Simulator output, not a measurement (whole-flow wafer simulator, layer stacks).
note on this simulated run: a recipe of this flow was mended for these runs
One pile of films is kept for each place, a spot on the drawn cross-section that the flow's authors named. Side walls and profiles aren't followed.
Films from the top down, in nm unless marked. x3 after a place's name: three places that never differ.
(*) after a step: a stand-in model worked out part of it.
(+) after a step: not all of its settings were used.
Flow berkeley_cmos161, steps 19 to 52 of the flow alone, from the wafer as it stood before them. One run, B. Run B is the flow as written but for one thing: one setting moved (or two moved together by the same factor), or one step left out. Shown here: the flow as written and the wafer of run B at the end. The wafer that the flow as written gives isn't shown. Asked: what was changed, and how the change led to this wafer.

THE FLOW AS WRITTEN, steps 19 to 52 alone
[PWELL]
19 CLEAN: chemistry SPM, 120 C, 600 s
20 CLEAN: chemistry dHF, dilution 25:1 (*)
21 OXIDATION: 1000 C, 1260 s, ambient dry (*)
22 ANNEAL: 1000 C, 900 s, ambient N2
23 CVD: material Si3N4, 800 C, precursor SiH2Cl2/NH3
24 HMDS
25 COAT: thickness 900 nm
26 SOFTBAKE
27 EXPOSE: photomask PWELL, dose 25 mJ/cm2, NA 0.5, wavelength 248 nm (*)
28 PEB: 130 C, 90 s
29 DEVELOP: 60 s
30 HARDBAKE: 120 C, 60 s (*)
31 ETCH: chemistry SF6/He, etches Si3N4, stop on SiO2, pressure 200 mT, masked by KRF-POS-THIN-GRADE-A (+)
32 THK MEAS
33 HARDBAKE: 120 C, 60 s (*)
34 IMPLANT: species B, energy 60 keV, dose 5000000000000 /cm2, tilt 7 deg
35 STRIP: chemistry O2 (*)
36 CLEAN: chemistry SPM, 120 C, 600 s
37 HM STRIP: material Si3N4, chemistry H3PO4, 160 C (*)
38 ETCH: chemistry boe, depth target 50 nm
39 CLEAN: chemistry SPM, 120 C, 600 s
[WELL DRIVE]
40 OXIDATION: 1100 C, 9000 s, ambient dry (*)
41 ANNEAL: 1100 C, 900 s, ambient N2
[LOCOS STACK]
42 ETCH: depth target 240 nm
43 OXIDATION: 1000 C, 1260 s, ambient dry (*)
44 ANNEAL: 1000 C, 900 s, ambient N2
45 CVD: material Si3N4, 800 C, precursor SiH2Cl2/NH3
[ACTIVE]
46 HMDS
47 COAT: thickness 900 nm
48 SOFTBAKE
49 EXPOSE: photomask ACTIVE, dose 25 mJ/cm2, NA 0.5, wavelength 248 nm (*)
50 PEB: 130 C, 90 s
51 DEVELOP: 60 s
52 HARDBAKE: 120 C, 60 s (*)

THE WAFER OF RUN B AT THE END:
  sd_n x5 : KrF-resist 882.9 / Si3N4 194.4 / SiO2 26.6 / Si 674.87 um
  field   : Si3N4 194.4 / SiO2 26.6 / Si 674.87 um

The cause: step 21, OXIDATION: 3780 s was run, where the flow has 1260 s.

How the change led to this, step by step:
  21 OXIDATION: 1000 C, 1260 s, ambient dry (*)
      field, sd_n x5, sd_p x3: SiO2 +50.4 (new film), Si -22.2 (as written it would be: SiO2 +26.6 (new film), Si -11.7)
  38 ETCH: chemistry boe, depth target 50 nm
      field, sd_n x5: SiO2 -34 (all of it) (as written it would be: SiO2 -10.2 (all of it))
      sd_p x3: SiO2 -46.1 (all of it) (as written it would be: SiO2 -22.2 (all of it))
